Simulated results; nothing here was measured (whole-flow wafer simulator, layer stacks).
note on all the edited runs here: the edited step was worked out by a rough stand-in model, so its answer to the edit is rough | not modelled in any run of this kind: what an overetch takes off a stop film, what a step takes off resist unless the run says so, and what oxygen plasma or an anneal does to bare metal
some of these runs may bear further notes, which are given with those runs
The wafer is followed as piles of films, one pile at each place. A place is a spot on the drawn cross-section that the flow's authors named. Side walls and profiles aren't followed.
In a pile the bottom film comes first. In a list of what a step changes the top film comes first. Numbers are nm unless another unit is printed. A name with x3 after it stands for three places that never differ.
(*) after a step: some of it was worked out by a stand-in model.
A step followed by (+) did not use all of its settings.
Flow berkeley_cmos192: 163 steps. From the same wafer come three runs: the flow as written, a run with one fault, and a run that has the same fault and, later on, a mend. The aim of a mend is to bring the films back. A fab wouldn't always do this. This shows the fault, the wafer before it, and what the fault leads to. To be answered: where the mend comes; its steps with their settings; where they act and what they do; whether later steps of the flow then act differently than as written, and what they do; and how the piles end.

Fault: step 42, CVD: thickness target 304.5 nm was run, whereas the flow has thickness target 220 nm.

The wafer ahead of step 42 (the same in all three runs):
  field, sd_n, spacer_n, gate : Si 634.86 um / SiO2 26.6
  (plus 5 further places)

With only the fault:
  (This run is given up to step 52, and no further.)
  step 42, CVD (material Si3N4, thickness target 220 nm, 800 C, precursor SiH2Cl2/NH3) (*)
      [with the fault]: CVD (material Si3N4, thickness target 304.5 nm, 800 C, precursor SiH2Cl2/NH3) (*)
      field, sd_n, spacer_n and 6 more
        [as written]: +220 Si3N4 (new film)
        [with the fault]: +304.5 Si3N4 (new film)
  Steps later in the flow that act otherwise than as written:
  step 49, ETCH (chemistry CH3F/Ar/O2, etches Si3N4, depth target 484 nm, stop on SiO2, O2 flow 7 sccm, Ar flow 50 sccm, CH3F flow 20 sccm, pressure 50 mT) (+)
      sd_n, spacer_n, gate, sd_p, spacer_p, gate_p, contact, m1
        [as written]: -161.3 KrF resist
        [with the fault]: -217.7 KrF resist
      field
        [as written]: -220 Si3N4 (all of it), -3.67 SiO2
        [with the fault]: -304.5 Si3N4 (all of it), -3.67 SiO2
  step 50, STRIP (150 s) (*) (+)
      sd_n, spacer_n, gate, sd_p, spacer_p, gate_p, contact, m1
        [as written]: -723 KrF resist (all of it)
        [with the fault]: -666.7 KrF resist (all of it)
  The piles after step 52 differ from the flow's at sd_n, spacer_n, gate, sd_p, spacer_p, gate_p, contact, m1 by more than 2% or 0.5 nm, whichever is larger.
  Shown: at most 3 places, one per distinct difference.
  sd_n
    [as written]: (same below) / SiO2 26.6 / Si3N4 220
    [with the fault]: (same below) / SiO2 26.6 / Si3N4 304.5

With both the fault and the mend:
  The mend stands after step 42.
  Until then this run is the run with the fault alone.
  step 42a, ETCH (chemistry h3po4, depth target 350.2 nm)
      field, sd_n, spacer_n and 6 more
        -304.5 Si3N4 (all of it)
  step 42b, CLEAN (chemistry SPM) (a further turn of the flow's step 34)
      alters no film at any place that is followed
  step 42c, CVD (material Si3N4, thickness target 220 nm, 800 C, precursor SiH2Cl2/NH3) (*) (a further turn of the flow's step 42)
      field, sd_n, spacer_n and 6 more
        +220 Si3N4 (new film)
  Later steps of the flow that are run all act as written at every place that is followed.
  By the end, the piles equal the flow's at every place that both follow.
